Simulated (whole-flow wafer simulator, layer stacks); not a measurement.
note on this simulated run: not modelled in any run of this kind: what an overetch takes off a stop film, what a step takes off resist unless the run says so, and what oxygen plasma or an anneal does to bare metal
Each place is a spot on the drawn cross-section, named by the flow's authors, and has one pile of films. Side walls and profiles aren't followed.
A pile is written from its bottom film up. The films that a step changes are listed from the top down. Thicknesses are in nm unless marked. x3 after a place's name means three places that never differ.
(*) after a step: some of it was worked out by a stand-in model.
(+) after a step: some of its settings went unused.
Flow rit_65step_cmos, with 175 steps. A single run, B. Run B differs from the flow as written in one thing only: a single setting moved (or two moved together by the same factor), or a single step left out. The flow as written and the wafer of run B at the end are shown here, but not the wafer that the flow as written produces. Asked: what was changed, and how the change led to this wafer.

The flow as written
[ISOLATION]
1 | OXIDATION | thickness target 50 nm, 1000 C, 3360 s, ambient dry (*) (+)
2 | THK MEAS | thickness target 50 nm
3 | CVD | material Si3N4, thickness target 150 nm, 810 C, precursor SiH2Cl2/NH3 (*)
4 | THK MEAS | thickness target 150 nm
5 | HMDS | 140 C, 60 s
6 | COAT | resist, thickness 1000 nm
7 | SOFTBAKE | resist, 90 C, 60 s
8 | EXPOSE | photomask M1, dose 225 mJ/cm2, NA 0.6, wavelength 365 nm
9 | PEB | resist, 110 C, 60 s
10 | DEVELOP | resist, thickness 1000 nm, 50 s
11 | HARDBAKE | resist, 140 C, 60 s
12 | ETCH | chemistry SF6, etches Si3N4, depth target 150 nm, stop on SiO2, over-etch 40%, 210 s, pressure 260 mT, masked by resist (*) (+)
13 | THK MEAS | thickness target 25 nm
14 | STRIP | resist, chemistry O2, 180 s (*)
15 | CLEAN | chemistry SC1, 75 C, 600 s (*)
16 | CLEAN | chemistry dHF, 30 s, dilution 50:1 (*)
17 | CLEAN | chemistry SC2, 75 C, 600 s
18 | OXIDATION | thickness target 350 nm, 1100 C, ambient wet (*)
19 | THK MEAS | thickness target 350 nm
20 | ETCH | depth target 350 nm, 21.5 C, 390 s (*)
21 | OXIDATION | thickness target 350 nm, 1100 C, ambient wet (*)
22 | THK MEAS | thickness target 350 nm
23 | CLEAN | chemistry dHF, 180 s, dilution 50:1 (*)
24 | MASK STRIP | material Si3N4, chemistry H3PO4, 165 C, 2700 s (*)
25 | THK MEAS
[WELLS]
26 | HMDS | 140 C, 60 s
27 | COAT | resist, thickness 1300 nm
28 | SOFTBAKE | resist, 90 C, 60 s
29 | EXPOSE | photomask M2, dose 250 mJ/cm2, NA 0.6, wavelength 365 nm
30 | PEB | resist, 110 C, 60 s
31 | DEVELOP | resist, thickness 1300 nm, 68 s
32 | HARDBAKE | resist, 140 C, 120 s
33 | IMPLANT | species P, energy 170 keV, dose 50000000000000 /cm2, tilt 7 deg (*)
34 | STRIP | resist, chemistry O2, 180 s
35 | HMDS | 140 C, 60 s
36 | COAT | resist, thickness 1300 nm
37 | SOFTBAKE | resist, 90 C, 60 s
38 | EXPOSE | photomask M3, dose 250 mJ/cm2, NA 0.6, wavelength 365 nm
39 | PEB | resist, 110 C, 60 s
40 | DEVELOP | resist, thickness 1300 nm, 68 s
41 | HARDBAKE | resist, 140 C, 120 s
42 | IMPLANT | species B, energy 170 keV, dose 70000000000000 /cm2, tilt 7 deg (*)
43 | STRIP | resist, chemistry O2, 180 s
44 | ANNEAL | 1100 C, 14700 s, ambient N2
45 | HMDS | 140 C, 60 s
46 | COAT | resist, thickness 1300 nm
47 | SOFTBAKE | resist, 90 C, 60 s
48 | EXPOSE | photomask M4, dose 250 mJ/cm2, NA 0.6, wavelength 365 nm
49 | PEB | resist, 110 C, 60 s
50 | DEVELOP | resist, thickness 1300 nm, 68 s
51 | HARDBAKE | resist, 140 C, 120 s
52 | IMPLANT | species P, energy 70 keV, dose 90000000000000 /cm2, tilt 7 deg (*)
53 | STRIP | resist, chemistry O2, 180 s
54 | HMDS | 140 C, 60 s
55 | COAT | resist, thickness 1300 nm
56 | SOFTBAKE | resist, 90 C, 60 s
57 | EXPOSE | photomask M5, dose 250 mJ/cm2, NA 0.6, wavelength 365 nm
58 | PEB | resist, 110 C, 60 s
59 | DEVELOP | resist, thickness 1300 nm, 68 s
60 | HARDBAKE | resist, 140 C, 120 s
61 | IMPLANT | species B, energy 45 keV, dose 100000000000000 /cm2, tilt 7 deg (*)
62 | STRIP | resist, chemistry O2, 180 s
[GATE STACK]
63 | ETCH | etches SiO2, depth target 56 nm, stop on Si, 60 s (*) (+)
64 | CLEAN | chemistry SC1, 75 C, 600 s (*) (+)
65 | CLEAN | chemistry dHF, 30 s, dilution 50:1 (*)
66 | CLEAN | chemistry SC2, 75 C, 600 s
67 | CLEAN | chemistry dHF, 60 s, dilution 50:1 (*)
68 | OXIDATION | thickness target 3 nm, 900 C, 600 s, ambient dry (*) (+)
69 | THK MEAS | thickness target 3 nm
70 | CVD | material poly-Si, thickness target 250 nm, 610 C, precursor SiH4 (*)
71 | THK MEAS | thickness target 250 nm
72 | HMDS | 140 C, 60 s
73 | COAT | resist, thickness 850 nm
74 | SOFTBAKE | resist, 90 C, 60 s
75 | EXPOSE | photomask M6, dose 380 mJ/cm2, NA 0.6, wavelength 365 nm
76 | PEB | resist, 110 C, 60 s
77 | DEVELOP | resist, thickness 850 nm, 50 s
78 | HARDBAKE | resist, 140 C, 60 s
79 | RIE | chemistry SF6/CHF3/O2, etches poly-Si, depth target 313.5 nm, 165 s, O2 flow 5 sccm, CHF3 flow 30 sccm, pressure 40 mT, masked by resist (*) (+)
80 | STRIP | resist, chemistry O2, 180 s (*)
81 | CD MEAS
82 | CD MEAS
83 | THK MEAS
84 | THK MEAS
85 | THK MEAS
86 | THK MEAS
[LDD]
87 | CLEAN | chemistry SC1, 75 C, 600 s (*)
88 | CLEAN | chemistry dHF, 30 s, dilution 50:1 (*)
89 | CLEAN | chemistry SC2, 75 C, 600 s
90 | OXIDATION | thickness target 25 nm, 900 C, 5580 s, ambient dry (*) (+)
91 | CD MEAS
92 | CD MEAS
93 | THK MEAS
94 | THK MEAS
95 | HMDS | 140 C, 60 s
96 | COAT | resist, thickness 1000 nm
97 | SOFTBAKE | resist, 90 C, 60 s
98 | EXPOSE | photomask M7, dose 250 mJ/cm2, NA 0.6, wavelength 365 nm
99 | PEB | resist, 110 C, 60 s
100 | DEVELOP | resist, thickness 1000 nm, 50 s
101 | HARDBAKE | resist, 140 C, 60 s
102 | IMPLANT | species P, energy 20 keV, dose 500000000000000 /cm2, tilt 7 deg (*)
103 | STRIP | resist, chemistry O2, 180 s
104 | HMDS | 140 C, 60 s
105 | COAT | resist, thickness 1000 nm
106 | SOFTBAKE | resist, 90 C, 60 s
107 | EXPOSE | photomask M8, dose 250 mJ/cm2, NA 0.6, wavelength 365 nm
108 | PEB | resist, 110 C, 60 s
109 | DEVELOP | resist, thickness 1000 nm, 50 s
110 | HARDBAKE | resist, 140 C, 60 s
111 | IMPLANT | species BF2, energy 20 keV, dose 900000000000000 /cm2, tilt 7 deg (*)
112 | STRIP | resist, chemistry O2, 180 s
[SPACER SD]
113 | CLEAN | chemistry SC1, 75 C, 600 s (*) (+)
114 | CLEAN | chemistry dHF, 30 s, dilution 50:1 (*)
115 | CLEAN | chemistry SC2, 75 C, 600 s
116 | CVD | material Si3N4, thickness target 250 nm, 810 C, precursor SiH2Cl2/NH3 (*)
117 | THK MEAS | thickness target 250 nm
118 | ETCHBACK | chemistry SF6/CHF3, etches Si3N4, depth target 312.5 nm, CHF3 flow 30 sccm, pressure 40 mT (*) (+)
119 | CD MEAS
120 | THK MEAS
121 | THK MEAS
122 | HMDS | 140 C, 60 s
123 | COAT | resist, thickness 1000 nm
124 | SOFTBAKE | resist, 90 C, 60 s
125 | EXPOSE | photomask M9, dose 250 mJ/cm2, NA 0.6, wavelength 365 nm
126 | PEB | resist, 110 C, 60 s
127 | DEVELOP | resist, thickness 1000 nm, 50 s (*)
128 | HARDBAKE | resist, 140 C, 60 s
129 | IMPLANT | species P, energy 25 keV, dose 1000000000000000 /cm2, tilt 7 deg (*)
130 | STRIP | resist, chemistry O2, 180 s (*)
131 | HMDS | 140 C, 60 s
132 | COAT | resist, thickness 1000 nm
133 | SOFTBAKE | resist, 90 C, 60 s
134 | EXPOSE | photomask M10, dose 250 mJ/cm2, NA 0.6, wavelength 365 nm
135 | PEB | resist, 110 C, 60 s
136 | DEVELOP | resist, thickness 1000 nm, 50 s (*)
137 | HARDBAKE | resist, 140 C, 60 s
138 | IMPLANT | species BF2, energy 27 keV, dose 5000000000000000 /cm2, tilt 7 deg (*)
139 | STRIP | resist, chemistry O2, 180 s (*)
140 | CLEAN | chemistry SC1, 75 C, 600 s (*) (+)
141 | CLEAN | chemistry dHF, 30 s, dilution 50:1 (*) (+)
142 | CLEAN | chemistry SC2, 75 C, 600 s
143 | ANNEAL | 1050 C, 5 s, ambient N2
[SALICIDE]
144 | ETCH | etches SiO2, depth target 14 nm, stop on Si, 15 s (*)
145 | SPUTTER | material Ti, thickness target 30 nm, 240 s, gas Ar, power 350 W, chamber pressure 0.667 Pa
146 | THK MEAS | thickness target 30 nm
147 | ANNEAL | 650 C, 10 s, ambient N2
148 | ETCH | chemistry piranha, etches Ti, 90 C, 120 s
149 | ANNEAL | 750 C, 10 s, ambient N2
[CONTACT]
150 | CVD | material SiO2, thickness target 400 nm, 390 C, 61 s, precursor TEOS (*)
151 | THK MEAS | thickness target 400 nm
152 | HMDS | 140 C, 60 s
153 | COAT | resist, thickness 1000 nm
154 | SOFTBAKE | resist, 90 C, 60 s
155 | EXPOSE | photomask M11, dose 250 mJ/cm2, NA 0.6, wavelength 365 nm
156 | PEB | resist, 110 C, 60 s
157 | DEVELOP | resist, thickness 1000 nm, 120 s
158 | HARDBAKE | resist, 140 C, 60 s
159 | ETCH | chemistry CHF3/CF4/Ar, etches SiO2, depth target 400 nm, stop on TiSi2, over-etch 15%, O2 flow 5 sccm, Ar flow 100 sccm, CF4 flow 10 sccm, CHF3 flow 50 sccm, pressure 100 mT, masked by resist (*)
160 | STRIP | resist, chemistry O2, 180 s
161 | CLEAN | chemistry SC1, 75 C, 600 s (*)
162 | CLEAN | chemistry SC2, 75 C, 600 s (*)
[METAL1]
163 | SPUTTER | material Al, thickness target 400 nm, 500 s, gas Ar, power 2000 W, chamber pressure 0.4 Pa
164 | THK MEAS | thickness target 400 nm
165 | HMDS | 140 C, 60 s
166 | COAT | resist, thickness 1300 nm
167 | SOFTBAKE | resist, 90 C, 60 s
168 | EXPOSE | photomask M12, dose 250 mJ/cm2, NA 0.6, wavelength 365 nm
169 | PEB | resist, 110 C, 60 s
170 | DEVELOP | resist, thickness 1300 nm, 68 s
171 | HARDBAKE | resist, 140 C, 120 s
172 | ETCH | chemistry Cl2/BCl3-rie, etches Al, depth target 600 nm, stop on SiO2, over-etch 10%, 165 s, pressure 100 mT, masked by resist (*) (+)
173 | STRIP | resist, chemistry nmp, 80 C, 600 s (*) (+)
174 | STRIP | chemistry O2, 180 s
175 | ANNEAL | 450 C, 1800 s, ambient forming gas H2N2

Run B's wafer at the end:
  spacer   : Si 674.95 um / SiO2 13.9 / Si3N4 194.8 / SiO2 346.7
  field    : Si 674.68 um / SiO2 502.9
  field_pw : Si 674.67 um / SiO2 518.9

Cause: step 163, SPUTTER: thickness target 266 nm was run, while the flow as written has thickness target 400 nm; step 163, SPUTTER: 333 s was run, where the flow has 500 s.

Step by step, how the change led to this:
  163 | SPUTTER | material Al, thickness target 400 nm, 500 s, gas Ar, power 2000 W, chamber pressure 0.4 Pa
      field, field_p, spacer, spacer_p: +266 Al (new film) (in the flow as written it would be: +400 Al (new film))
      gate_n, gate_p: +266 Al (new film) (in the flow as written it would be: +396 Al (new film))
      (and at 2 other places as well)
  172 | ETCH | chemistry Cl2/BCl3-rie, etches Al, depth target 600 nm, stop on SiO2, over-etch 10%, 165 s, pressure 100 mT, masked by resist (*) (+)
      field, spacer, spacer_p: -266 Al (all of it), -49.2 SiO2 (in the flow as written it would be: -400 Al (all of it), -32.5 SiO2)
      gate_n, gate_p: -266 Al (all of it), -49.2 SiO2 (in the flow as written it would be: -396 Al (all of it), -33 SiO2)
      (and at 3 other places as well)
